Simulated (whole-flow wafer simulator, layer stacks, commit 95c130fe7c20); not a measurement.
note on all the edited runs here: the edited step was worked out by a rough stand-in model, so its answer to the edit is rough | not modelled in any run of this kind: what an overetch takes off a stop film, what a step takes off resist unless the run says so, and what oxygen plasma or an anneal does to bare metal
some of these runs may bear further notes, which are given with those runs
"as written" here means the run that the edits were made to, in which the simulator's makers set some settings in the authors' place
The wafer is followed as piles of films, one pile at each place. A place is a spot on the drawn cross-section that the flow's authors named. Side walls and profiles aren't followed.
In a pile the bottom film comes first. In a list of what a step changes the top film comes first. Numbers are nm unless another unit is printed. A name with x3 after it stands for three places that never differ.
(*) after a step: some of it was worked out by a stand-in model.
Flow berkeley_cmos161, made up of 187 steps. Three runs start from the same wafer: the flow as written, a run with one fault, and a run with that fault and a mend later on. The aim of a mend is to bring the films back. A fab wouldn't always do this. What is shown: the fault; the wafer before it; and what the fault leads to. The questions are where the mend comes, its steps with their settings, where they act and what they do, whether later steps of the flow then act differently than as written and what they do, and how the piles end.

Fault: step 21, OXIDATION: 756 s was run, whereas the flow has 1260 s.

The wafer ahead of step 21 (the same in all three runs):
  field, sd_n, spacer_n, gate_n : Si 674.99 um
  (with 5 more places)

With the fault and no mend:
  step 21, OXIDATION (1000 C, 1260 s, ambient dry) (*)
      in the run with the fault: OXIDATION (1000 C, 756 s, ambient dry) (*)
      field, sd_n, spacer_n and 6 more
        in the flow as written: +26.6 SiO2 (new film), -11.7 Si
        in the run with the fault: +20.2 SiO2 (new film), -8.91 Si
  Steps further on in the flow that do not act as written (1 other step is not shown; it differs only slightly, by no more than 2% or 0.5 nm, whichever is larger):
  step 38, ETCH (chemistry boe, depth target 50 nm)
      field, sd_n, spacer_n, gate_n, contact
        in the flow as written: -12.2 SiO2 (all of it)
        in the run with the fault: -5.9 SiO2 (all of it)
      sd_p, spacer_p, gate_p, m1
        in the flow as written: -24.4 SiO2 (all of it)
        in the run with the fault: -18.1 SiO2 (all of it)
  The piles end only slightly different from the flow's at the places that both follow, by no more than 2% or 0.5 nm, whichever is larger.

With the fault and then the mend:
  After step 21 comes the mend.
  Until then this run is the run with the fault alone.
  step 21a, OXIDATION (1000 C, 504 s, ambient dry) (*) (a further turn of the flow's step 21, with different settings)
      field, sd_n, spacer_n and 6 more
        +6.3 SiO2, -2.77 Si
  Every later step of the flow that is run acts as written at every place that is followed.
  The piles end the same as the flow's at every place that both follow.
